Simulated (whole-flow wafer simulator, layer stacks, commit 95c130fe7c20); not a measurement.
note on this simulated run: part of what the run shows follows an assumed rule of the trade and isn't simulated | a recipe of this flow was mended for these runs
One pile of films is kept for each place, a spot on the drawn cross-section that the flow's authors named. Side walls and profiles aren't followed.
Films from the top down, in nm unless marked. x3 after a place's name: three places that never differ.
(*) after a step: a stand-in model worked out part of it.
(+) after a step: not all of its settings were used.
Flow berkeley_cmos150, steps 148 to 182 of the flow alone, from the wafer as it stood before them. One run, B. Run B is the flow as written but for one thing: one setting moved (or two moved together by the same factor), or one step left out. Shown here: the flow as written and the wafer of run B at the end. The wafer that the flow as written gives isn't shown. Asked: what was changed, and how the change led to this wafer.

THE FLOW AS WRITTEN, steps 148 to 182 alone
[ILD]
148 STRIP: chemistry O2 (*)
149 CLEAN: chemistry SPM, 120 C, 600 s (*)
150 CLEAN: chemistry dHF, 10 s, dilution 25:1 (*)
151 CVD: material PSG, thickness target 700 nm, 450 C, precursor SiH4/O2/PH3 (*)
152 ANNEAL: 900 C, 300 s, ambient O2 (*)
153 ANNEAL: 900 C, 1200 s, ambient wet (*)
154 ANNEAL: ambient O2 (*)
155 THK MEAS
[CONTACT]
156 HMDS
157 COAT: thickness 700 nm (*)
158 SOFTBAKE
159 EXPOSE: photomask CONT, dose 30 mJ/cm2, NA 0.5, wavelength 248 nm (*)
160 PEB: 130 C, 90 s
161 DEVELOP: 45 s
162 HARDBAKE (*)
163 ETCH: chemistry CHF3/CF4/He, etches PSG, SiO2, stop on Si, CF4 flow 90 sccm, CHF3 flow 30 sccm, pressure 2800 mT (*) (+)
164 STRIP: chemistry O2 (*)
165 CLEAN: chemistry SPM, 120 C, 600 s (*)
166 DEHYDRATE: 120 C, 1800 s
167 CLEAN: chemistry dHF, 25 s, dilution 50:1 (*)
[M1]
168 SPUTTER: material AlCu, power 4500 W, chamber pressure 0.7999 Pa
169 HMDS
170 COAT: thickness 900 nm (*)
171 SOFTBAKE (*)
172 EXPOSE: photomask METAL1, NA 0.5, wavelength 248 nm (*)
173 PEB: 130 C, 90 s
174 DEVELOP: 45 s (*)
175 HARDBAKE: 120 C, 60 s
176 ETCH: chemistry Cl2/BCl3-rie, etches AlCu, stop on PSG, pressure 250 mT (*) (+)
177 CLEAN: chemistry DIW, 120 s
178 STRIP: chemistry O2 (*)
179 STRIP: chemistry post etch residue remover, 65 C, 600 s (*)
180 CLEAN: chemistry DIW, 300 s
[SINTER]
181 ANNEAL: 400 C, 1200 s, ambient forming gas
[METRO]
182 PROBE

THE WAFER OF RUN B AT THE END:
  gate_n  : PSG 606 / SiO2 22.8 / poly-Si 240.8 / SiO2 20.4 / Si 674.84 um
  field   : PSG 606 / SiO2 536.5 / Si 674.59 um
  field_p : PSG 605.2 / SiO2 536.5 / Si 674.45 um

The cause: step 153, ANNEAL: 885 C was run, where the flow has 900 C.

How the change led to this, step by step:
  153 ANNEAL: 900 C, 1200 s, ambient wet (*)
      sd_n, contact, m1: PSG -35, SiO2 +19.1, Si -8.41 (as written it would be: PSG -35, SiO2 +22.8, Si -10)
      field, field_p: PSG -35, SiO2 +13.9, Si -6.13 (as written it would be: PSG -35, SiO2 +16.3, Si -7.15)
      (and at 3 more places)
  163 ETCH: chemistry CHF3/CF4/He, etches PSG, SiO2, stop on Si, CF4 flow 90 sccm, CHF3 flow 30 sccm, pressure 2800 mT (*) (+)
      contact: PSG -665 (all of it), SiO2 -34.4 (all of it), Si -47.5 (as written it would be: PSG -665 (all of it), SiO2 -38.1 (all of it), Si -47.5)
